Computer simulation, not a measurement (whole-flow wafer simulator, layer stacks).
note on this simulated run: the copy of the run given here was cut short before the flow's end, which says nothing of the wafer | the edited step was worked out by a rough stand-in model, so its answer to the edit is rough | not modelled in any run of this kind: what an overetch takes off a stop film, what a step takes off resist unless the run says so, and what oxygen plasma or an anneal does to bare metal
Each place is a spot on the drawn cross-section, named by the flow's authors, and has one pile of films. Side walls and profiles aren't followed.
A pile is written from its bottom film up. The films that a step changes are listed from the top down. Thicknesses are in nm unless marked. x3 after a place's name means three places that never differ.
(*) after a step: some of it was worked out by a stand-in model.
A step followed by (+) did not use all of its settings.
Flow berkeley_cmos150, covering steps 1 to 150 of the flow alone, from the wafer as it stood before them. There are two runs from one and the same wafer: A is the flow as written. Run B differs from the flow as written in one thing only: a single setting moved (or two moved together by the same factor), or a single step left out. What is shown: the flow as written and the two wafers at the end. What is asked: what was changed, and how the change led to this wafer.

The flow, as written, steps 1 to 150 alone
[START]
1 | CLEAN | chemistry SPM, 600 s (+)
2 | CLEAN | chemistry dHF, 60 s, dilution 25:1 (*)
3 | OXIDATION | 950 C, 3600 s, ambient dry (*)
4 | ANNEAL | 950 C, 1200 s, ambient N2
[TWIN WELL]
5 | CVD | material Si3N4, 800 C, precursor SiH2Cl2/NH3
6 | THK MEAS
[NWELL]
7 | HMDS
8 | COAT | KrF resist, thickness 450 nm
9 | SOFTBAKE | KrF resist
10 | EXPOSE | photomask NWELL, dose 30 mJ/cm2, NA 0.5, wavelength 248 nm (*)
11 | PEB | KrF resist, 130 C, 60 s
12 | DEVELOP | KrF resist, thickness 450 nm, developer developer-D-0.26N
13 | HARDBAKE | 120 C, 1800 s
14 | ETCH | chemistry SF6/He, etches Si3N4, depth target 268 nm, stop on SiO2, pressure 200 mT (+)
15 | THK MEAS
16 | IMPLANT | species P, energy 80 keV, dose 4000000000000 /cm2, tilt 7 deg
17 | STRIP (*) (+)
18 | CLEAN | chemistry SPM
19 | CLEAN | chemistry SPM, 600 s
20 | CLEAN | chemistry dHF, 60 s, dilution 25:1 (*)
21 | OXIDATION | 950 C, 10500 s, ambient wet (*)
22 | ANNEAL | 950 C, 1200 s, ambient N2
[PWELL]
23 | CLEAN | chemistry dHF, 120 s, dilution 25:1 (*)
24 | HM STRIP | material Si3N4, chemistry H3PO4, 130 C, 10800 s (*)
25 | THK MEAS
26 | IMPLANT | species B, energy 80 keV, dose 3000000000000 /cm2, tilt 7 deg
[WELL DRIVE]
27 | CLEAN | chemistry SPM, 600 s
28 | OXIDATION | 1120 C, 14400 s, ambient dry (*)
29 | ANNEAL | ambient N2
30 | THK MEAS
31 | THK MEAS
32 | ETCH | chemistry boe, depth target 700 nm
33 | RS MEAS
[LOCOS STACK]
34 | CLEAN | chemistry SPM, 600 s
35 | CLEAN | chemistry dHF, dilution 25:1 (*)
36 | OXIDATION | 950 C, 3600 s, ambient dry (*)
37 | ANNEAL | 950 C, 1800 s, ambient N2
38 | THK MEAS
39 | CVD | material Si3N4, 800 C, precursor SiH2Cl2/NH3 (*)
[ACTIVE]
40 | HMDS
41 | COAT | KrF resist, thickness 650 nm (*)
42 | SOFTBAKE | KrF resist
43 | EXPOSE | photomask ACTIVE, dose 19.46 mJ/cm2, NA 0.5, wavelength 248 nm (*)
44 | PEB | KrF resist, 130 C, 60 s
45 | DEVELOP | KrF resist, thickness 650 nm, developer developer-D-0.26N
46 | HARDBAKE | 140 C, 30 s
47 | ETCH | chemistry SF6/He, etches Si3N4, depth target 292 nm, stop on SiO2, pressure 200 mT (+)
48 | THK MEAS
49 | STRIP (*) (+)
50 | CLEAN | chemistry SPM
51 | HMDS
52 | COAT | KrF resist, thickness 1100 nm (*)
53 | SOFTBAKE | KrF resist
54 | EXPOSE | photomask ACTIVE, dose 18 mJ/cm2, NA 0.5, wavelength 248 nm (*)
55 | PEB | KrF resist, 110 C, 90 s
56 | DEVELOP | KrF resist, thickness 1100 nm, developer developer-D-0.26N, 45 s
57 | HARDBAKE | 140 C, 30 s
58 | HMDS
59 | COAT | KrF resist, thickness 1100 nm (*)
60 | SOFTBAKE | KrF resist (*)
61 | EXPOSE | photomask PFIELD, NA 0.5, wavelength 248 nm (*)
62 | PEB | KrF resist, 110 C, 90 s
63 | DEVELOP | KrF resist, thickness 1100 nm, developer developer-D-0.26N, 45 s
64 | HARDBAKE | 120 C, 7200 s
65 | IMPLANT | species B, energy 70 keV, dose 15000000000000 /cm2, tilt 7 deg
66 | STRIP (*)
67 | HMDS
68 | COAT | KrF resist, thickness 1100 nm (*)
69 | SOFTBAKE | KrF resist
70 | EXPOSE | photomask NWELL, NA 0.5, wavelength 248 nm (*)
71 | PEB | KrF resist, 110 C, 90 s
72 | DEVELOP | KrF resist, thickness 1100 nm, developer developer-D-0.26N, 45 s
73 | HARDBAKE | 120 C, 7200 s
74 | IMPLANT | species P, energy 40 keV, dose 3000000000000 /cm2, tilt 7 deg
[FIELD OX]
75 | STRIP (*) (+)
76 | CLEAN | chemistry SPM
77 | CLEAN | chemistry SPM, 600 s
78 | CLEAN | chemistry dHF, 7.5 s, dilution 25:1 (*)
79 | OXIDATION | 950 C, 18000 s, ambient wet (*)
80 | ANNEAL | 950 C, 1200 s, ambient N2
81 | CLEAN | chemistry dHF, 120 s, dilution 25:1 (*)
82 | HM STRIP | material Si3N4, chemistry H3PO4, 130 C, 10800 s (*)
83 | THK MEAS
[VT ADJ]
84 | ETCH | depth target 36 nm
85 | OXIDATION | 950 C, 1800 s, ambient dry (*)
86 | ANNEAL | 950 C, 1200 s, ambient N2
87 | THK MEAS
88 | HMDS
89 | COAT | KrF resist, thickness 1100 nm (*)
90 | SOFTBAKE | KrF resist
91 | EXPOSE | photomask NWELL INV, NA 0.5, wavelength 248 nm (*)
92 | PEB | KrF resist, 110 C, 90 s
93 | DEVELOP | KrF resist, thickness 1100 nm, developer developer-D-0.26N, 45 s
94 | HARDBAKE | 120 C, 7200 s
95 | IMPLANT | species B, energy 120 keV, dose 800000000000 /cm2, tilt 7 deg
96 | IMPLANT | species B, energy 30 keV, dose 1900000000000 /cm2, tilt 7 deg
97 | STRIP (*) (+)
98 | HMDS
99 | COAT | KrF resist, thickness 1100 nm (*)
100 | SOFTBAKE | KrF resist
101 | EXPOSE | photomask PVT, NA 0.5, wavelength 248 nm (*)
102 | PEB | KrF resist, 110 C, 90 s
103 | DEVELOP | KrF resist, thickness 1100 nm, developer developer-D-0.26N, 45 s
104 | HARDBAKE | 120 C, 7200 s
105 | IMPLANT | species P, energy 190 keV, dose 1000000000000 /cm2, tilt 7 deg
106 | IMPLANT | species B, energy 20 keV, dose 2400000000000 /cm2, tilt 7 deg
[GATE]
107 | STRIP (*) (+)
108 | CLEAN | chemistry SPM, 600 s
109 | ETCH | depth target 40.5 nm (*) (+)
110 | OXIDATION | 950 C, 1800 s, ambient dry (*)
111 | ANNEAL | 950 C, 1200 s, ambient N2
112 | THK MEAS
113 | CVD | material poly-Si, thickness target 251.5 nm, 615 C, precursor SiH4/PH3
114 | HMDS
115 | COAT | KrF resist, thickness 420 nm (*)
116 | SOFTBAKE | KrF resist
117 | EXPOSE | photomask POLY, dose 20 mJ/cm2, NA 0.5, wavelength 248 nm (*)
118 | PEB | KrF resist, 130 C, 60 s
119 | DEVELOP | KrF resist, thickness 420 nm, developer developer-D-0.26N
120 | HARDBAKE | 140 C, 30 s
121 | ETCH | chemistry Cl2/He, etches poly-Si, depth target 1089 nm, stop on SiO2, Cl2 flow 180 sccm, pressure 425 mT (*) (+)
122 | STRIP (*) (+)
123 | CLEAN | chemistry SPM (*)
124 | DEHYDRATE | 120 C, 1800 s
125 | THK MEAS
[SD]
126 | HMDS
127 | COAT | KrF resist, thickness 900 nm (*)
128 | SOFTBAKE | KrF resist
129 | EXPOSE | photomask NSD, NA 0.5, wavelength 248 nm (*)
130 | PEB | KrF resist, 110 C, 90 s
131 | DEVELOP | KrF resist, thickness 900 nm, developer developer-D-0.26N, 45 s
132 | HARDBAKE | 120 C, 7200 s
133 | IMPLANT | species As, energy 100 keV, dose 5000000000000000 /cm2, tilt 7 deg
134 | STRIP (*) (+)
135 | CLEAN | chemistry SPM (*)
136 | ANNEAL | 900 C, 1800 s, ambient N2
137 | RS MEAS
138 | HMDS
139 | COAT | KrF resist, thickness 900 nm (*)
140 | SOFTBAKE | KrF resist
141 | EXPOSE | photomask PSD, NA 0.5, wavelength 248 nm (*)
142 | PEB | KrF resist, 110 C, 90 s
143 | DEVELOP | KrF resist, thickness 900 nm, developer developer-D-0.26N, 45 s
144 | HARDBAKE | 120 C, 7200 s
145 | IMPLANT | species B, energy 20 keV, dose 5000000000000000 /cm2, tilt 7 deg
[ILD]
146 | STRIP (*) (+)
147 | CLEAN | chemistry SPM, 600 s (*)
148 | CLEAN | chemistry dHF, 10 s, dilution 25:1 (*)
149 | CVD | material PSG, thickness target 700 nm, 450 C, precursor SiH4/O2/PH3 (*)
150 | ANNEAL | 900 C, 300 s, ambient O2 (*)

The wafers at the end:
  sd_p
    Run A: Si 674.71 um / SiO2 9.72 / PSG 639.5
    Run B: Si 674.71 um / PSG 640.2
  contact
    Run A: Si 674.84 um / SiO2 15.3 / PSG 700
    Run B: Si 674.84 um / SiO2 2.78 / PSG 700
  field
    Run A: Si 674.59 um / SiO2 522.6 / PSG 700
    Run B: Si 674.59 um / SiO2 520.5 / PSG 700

What caused this: step 110, OXIDATION: 855 C was run, whereas the flow has 950 C.

Step by step, how the change led to this:
  110 | OXIDATION | 950 C, 1800 s, ambient dry (*)
      sd_n, gate_n, sd_p, gate_p, contact, m1: A SiO2 gains 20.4 (new film), Si loses 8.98 | B SiO2 gains 7.88 (new film), Si loses 3.47
      field, field_p: A SiO2 gains 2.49, Si loses 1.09 | B SiO2 gains 0.49, Si loses 0.21
  148 | CLEAN | chemistry dHF, 10 s, dilution 25:1 (*)
      sd_p: A SiO2 loses 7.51 | B SiO2 loses 4.7 (all of it)
